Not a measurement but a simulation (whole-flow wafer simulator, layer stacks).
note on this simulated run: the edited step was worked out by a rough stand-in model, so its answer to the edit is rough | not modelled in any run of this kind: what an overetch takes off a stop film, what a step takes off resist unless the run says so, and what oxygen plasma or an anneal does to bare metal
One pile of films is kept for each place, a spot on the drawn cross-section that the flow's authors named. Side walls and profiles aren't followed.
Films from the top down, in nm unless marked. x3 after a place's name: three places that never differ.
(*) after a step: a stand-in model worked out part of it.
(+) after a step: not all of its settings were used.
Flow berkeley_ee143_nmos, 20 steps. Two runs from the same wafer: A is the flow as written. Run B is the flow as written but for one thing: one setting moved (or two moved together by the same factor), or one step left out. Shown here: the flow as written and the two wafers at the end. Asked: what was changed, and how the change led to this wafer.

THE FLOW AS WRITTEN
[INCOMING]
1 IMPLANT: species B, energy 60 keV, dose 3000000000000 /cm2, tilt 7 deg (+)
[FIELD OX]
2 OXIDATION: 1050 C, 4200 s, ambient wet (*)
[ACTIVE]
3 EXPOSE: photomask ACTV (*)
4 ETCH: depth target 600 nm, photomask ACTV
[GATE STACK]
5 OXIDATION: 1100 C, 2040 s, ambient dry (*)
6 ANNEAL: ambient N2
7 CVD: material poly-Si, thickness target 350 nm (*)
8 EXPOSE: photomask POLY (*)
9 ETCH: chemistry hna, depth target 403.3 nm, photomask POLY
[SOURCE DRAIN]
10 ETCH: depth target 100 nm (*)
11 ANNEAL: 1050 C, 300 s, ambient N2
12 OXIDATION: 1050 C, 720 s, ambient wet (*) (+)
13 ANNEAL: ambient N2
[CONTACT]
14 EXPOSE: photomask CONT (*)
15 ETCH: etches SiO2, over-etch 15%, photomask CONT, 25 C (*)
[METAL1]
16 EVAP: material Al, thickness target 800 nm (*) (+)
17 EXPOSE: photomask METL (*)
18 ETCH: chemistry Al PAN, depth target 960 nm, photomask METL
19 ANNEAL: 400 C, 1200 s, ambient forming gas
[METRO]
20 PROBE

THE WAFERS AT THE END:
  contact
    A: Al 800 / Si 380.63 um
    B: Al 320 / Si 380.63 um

The cause: step 16, EVAP: thickness target 320 nm was run, where the flow has thickness target 800 nm.
It can be read off the wafer: contact has Al 320, and step 16 as written asks for 800 nm.

How the change led to this, step by step:
  16 EVAP: material Al, thickness target 800 nm (*) (+)
      gate, sd, contact, field: A Al +800 (new film) | B Al +320 (new film)
  18 ETCH: chemistry Al PAN, depth target 960 nm, photomask METL
      gate, sd, field: A Al -800 (all of it) | B Al -320 (all of it)
